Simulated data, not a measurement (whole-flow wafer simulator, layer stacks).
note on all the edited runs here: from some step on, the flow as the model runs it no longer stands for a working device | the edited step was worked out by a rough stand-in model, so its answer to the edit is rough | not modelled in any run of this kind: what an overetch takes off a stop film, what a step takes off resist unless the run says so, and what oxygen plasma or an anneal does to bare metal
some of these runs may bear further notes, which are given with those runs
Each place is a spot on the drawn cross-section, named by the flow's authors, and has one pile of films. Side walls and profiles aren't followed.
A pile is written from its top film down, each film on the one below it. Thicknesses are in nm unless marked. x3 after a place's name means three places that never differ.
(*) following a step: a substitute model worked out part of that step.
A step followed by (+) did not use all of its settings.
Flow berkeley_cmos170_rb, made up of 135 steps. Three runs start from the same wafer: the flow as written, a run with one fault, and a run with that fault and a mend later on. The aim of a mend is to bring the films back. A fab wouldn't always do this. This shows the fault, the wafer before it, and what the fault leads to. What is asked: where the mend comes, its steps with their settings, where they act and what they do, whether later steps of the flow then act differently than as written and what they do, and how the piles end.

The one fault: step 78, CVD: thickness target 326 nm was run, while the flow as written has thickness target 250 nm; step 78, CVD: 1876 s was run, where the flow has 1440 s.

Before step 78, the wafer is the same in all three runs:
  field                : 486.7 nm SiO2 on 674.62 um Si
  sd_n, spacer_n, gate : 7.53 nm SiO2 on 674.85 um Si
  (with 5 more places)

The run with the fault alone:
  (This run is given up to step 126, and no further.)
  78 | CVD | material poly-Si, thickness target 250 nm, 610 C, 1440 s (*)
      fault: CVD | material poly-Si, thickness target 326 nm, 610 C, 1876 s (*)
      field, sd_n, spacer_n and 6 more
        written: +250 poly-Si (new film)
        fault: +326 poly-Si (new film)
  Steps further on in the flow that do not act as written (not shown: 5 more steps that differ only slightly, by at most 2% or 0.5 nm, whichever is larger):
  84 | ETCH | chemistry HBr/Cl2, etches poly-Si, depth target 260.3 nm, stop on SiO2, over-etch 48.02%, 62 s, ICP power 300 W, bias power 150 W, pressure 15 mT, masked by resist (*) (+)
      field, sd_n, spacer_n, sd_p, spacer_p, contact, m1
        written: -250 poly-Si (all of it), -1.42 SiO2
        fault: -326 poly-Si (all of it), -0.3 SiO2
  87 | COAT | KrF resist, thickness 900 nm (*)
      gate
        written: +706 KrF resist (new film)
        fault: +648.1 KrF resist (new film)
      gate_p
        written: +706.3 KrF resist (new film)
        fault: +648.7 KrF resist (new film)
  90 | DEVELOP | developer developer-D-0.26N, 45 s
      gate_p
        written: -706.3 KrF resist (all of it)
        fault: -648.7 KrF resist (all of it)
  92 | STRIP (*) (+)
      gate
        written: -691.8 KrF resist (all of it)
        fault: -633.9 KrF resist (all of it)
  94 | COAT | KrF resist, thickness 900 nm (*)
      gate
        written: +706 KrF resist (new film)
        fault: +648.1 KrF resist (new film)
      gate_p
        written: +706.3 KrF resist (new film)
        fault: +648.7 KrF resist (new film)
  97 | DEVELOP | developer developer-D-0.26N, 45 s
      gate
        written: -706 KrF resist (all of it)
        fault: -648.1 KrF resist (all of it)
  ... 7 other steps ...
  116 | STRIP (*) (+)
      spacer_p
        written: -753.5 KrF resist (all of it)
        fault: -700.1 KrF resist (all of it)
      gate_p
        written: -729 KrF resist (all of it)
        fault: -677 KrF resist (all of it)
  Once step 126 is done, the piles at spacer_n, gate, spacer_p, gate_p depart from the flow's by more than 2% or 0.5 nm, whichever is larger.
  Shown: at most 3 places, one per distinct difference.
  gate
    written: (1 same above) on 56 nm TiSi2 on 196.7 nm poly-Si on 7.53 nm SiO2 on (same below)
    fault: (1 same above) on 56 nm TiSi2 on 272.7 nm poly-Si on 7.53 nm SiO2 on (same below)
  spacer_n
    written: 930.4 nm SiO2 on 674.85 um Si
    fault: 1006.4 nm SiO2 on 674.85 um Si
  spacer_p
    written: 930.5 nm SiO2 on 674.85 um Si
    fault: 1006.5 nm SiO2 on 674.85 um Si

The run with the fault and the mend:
  The mend stands after step 78.
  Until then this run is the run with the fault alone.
  78a | ETCH | chemistry tmah, depth target 374.9 nm
      field, sd_n, spacer_n and 6 more
        -326 poly-Si (all of it)
  78b | CLEAN (*) (a further turn of the flow's step 74)
      alters no film at any place that is followed
  78c | CVD | material poly-Si, thickness target 250 nm, 610 C, 1440 s (*) (a further turn of the flow's step 78)
      field, sd_n, spacer_n and 6 more
        +250 poly-Si (new film)
  Later steps of the flow that are run all act as written at every place that is followed.
  At every place that both follow, the piles at the end match the flow's.
